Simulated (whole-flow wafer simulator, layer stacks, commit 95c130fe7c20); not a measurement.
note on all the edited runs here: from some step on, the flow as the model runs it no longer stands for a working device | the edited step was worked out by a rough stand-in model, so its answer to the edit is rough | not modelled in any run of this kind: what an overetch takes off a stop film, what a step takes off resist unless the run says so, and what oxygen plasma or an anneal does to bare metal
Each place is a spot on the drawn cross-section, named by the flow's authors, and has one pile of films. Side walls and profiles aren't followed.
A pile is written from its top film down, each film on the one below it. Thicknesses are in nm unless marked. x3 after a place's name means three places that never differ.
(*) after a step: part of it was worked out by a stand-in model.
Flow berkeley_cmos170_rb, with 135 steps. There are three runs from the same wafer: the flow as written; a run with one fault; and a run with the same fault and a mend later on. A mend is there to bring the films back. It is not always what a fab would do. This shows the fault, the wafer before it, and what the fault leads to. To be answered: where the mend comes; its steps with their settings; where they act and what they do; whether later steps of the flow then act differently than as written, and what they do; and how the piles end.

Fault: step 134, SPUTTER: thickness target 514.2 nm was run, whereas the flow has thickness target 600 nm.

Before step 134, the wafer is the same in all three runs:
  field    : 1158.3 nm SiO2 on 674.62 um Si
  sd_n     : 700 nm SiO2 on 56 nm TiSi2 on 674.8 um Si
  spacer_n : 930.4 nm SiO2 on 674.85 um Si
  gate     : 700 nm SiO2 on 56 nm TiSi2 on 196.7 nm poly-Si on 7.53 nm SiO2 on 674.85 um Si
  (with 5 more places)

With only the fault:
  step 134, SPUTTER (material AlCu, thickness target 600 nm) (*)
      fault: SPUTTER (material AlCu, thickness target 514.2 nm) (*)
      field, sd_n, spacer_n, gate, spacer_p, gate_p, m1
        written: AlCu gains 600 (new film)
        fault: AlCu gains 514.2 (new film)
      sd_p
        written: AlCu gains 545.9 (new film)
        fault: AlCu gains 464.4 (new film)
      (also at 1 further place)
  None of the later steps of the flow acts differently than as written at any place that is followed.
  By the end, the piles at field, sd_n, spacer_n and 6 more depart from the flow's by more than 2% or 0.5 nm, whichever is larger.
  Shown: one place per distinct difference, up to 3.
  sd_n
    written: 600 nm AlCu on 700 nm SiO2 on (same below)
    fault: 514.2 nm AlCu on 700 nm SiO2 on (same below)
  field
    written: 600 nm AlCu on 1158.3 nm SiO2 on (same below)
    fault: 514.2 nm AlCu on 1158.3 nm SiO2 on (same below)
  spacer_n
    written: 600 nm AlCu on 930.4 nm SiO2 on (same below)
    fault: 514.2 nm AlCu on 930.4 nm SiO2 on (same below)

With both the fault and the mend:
  After step 134 comes the mend.
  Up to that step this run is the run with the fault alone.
  step 134a, ETCH (chemistry al pan, depth target 591.1 nm)
      field, sd_n, spacer_n, gate, spacer_p, gate_p, m1
        AlCu loses 514.2 (all of it)
      sd_p
        AlCu loses 464.4 (all of it)
      contact
        AlCu loses 358 (all of it)
  step 134b, SPUTTER (material AlCu, thickness target 600 nm) (*) (a further turn of the flow's step 134)
      field, sd_n, spacer_n, gate, spacer_p, gate_p, m1
        AlCu gains 600 (new film)
      sd_p
        AlCu gains 545.9 (new film)
      contact
        AlCu gains 415.1 (new film)
  None of the later steps of the flow acts differently than as written at any place that is followed.
  At every place that both follow, the piles at the end match the flow's.
